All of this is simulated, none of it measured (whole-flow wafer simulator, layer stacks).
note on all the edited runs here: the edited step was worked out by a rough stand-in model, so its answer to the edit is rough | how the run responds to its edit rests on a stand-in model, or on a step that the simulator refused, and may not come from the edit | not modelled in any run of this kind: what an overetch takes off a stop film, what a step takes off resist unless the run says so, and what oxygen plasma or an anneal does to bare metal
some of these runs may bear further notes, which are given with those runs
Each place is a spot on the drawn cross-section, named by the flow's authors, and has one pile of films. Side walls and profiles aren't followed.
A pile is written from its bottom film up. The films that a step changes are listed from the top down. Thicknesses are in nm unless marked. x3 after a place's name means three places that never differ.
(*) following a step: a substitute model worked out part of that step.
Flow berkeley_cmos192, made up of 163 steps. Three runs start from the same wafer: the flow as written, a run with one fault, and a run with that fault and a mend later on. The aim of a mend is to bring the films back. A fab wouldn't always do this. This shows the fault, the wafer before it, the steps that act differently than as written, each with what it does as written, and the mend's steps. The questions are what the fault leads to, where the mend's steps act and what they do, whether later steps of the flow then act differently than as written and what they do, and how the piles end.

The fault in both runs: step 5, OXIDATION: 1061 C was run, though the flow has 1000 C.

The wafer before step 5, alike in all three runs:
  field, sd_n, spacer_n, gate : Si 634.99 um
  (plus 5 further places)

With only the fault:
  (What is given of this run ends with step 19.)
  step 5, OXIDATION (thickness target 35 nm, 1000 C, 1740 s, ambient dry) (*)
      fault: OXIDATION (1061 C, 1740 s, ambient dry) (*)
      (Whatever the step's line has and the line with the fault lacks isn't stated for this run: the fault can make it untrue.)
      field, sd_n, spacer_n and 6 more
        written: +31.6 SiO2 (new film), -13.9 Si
        fault: +53.7 SiO2 (new film), -23.6 Si
  Steps further on in the flow that do not act as written:
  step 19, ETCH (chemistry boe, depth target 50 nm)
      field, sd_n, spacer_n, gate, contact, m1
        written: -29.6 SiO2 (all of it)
        fault: -50 SiO2
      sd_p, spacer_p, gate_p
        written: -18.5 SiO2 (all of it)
        fault: -40.6 SiO2 (all of it)
  Once step 19 is done, the piles at field, sd_n, spacer_n, gate, contact, m1 depart from the flow's by more than 2% or 0.5 nm, whichever is larger.
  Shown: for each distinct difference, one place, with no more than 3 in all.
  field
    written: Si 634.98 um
    fault: Si 634.97 um / SiO2 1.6

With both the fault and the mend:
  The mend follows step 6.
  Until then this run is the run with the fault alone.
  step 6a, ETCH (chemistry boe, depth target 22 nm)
      field, sd_n, spacer_n and 6 more
        -22 SiO2
  None of the later steps of the flow differs from how it acts as written, at any place that is followed, by more than 2% or 0.5 nm, whichever is larger.
  The piles end only slightly different from the flow's at the places that both follow, by no more than 2% or 0.5 nm, whichever is larger.
